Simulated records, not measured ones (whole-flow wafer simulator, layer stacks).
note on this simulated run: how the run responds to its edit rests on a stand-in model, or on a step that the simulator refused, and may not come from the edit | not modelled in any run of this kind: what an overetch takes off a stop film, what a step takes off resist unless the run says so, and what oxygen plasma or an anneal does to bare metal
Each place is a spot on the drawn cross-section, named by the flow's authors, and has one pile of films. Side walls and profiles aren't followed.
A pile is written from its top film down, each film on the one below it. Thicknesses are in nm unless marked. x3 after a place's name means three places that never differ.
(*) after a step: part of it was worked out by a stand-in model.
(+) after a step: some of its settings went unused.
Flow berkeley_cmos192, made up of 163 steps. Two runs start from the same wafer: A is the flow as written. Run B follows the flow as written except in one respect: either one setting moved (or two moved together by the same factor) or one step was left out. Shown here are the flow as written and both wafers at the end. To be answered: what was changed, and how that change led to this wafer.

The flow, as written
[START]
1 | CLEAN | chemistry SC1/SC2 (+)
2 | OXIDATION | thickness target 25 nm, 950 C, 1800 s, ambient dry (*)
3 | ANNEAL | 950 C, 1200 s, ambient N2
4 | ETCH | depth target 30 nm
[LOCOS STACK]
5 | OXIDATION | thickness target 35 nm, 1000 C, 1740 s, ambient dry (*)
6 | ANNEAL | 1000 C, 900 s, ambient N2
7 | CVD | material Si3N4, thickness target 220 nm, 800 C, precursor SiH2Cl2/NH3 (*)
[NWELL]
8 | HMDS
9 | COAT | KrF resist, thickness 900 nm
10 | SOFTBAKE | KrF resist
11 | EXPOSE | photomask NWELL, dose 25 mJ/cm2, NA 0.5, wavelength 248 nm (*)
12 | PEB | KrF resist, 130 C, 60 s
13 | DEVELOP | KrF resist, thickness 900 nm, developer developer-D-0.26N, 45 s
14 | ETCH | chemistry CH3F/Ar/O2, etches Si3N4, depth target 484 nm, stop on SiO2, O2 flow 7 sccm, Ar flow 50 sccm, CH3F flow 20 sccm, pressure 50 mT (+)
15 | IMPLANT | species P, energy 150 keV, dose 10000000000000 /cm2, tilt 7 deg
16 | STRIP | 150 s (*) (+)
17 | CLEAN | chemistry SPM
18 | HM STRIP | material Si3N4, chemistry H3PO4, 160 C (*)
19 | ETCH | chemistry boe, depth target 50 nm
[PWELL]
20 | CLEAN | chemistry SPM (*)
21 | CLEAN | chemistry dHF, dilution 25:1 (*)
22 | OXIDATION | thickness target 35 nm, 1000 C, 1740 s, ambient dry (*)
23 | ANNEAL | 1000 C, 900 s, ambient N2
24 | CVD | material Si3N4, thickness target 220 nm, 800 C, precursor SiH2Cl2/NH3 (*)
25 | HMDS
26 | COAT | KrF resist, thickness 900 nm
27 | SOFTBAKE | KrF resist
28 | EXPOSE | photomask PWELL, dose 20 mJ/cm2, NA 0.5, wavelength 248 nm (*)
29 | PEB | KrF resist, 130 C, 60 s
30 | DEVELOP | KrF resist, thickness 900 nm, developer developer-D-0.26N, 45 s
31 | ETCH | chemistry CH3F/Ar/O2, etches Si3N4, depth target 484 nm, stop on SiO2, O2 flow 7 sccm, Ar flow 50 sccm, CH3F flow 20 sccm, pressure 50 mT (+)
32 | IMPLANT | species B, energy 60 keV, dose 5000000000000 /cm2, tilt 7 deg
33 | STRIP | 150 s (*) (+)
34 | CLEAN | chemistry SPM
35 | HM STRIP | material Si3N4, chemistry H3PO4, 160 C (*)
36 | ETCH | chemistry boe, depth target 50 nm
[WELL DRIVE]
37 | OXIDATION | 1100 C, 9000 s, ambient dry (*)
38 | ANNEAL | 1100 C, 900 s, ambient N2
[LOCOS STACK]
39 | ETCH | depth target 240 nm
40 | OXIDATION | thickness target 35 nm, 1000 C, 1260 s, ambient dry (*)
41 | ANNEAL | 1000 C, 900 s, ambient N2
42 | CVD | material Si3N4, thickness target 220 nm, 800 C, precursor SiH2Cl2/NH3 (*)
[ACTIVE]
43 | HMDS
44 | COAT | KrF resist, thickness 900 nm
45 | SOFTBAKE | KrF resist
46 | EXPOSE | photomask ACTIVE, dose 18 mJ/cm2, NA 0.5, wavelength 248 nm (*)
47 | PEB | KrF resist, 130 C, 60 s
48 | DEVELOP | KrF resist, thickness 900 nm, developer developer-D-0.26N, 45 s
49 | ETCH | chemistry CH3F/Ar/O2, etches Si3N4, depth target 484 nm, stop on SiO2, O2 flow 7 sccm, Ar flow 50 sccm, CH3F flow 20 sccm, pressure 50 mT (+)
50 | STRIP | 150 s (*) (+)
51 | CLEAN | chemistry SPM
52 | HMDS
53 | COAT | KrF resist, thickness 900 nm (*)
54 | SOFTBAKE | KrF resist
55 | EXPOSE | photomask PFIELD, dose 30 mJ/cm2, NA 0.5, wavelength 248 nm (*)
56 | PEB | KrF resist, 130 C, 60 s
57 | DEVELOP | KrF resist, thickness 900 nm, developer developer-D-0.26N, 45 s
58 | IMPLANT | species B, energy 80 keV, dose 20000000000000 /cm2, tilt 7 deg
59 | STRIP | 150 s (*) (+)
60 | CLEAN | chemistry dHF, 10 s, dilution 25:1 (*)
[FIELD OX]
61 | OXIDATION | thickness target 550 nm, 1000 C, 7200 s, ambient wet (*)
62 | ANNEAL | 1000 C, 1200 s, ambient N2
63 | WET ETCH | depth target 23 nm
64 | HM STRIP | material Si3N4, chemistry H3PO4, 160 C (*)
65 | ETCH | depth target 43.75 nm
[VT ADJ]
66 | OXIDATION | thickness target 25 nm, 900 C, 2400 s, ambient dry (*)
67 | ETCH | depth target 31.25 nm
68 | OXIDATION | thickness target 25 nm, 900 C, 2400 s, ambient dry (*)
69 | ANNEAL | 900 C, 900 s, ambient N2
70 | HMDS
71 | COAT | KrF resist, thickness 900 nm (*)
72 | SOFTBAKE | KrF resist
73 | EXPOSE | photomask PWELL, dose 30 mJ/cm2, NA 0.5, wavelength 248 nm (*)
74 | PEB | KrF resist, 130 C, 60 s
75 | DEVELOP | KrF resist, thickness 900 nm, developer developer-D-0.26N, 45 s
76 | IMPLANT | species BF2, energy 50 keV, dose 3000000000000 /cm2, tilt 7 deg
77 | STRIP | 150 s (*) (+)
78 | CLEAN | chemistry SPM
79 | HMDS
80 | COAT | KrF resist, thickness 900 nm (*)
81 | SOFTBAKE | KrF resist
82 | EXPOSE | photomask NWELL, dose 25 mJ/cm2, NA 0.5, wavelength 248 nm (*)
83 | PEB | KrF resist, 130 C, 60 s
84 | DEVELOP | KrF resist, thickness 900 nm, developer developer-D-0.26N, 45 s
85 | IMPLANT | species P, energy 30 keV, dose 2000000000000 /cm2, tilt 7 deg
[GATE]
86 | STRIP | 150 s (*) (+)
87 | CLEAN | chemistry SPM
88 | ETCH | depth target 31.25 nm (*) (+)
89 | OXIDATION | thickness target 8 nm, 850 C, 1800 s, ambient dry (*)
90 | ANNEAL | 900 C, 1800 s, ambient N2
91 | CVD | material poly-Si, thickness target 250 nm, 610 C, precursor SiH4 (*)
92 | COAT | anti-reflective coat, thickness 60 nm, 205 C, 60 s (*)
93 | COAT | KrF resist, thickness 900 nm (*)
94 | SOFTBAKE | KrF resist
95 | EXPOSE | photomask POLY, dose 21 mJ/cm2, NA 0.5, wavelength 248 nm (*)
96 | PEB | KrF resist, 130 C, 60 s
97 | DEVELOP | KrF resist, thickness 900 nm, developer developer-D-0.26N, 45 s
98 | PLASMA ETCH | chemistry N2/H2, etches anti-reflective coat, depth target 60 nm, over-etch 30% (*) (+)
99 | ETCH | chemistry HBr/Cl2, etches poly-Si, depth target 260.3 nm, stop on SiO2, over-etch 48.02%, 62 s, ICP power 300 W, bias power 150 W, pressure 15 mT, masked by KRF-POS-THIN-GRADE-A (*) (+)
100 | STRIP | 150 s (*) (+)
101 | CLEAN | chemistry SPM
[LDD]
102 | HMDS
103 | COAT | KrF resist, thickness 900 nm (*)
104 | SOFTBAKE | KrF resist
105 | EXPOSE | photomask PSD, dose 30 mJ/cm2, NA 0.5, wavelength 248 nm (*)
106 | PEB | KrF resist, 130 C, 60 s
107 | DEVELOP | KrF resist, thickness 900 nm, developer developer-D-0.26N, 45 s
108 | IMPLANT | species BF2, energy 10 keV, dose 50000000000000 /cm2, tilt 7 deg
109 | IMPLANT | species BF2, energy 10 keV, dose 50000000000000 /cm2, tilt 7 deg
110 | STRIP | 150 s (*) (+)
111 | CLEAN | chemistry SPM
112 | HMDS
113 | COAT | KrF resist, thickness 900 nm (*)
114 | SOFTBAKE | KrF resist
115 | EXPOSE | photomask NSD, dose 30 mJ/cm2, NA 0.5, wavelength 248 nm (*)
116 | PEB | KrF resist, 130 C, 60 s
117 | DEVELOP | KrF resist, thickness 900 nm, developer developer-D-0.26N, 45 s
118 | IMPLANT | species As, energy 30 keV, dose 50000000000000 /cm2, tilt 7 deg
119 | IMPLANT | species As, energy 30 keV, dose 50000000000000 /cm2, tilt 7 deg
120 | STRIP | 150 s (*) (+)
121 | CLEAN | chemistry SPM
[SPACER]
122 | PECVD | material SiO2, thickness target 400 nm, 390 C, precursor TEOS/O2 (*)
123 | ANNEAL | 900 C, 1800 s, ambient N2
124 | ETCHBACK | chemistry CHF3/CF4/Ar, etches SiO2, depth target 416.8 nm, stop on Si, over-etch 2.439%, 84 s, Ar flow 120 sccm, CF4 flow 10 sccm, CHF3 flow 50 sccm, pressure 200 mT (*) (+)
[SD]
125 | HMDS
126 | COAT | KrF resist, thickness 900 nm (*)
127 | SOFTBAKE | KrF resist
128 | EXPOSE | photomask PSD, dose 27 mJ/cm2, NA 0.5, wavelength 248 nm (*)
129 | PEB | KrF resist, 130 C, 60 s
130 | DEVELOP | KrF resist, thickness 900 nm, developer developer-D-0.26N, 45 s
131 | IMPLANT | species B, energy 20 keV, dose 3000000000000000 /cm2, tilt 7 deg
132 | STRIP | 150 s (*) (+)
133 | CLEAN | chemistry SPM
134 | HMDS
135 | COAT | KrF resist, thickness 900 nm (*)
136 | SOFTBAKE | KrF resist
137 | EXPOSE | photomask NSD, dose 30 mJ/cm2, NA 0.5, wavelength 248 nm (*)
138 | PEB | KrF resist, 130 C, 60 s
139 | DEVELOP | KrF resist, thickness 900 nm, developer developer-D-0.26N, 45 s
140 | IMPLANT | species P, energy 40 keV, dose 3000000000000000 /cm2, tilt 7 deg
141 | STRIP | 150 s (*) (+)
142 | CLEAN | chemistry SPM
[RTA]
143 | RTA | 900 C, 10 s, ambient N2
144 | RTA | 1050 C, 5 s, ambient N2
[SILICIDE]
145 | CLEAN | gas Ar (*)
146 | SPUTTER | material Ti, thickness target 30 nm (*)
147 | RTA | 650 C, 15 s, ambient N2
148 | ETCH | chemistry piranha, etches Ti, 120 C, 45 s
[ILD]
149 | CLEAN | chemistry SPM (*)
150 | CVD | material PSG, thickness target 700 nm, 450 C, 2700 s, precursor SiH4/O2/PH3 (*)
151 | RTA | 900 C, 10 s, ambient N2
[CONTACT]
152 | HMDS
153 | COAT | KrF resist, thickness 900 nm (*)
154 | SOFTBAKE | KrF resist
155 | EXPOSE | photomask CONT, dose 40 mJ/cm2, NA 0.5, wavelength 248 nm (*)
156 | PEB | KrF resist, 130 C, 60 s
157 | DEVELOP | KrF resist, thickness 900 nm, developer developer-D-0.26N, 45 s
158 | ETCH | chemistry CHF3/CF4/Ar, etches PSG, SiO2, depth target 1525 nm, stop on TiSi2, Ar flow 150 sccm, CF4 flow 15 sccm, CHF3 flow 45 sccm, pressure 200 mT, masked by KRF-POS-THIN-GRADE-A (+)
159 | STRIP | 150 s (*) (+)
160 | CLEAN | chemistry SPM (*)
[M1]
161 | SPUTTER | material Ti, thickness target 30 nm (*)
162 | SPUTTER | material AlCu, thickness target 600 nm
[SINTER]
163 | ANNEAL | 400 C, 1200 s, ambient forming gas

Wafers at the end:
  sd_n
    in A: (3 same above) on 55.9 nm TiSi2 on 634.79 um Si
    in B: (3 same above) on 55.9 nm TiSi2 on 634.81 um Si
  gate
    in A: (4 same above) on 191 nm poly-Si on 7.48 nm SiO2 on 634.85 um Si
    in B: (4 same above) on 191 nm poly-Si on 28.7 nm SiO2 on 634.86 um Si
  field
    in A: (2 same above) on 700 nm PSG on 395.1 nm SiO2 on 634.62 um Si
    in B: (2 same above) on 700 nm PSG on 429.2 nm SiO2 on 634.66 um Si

The reason: step 39, ETCH: depth target 90 nm was run, while the flow as written has depth target 240 nm.

The path from the change to this, step by step:
  39 | ETCH | depth target 240 nm
      field, sd_n, spacer_n and 6 more: A SiO2 loses 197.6 (all of it) | B SiO2 loses 90
  40 | OXIDATION | thickness target 35 nm, 1000 C, 1260 s, ambient dry (*)
      field, sd_n, spacer_n and 6 more: A SiO2 gains 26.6 (new film), Si loses 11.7 | B SiO2 gains 11.4, Si loses 5.04
  61 | OXIDATION | thickness target 550 nm, 1000 C, 7200 s, ambient wet (*)
      sd_n, sd_p: A SiO2 gains 12.1 (new film), Si3N4 loses 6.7, SiO2 gains 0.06, Si loses 0.06 | B SiO2 gains 12.1 (new film), Si3N4 loses 6.7
      gate: A SiO2 gains 12.1 (new film), Si3N4 loses 6.7, SiO2 gains 0.05, Si loses 0.05 | B SiO2 gains 12.1 (new film), Si3N4 loses 6.7
      (and at 1 other place as well)
  65 | ETCH | depth target 43.75 nm
      sd_n, spacer_n, gate, sd_p, spacer_p, gate_p, contact, m1: A SiO2 loses 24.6 (all of it) | B SiO2 loses 43.8
  66 | OXIDATION | thickness target 25 nm, 900 C, 2400 s, ambient dry (*)
      sd_n, spacer_n, gate, sd_p, spacer_p, gate_p, contact, m1: A SiO2 gains 14.9 (new film), Si loses 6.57 | B SiO2 gains 7.31, Si loses 3.22
  67 | ETCH | depth target 31.25 nm
      sd_n, spacer_n, gate, sd_p, spacer_p, gate_p, contact, m1: A SiO2 loses 14.9 (all of it) | B SiO2 loses 31.2
  68 | OXIDATION | thickness target 25 nm, 900 C, 2400 s, ambient dry (*)
      sd_n, spacer_n, gate, sd_p, spacer_p, gate_p, contact, m1: A SiO2 gains 14.9 (new film), Si loses 6.57 | B SiO2 gains 7.12, Si loses 3.13
  88 | ETCH | depth target 31.25 nm (*) (+)
      sd_n, spacer_n, gate, sd_p, spacer_p, gate_p, contact, m1: A SiO2 loses 14.9 (all of it) | B SiO2 loses 31.3
  89 | OXIDATION | thickness target 8 nm, 850 C, 1800 s, ambient dry (*)
      sd_n, spacer_n, gate, sd_p, spacer_p, gate_p, contact, m1: A SiO2 gains 7.48 (new film), Si loses 3.29 | B SiO2 gains 3.49, Si loses 1.54
  92 | COAT | anti-reflective coat, thickness 60 nm, 205 C, 60 s (*)
      sd_n: A anti-reflective coat gains 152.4 (new film) | B anti-reflective coat gains 174.8 (new film)
      spacer_n: A anti-reflective coat gains 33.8 (new film) | B anti-reflective coat gains 27.2 (new film)
      (and at 6 other places as well)
  93 | COAT | KrF resist, thickness 900 nm (*)
      spacer_n: A KrF resist gains 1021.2 (new film) | B KrF resist gains 1046.4 (new film)
      gate: A KrF resist gains 1023.8 (new film) | B KrF resist gains 1049.3 (new film)
  97 | DEVELOP | KrF resist, thickness 900 nm, developer developer-D-0.26N, 45 s
      spacer_n: A KrF resist loses 1019.5 (all of it) | B KrF resist loses 1044.6 (all of it)
  98 | PLASMA ETCH | chemistry N2/H2, etches anti-reflective coat, depth target 60 nm, over-etch 30% (*) (+)
      field: A anti-reflective coat loses 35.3 (all of it), poly-Si loses 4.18 | B anti-reflective coat loses 35.5 (all of it), poly-Si loses 4.92
      sd_n: A anti-reflective coat loses 152.4 (all of it), poly-Si loses 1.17 | B anti-reflective coat loses 174.8 (all of it), poly-Si loses 1.34
      (and at 5 other places as well)
  100 | STRIP | 150 s (*) (+)
      gate: A chemical SiO2 gains 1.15 (new film), KrF resist loses 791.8 (all of it), anti-reflective coat loses 30 (all of it), poly-Si loses 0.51 | B chemical SiO2 gains 1.15 (new film), KrF resist loses 817.2 (all of it), anti-reflective coat loses 22.8 (all of it), poly-Si loses 0.51
      gate_p: A chemical SiO2 gains 1.15 (new film), KrF resist loses 765.1 (all of it), anti-reflective coat loses 31 (all of it), poly-Si loses 0.51 | B chemical SiO2 gains 1.15 (new film), KrF resist loses 781.1 (all of it), anti-reflective coat loses 26.4 (all of it), poly-Si loses 0.51
  124 | ETCHBACK | chemistry CHF3/CF4/Ar, etches SiO2, depth target 416.8 nm, stop on Si, over-etch 2.439%, 84 s, Ar flow 120 sccm, CF4 flow 10 sccm, CHF3 flow 50 sccm, pressure 200 mT (*) (+)
      sd_n: A SiO2 loses 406 (all of it) | B SiO2 loses 427.2 (all of it)
      sd_p: A SiO2 loses 391.4 (all of it) | B SiO2 loses 410.4 (all of it)
      (and at 2 other places as well)
  126 | COAT | KrF resist, thickness 900 nm (*)
      sd_n: A KrF resist gains 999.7 (new film) | B KrF resist gains 1030.3 (new film)
      sd_p: A KrF resist gains 1006.2 (new film) | B KrF resist gains 1031.5 (new film)
      (and at 2 other places as well)
  ... another 12 steps ...
  162 | SPUTTER | material AlCu, thickness target 600 nm
      sd_p: A AlCu gains 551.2 (new film) | B AlCu gains 521.2 (new film)
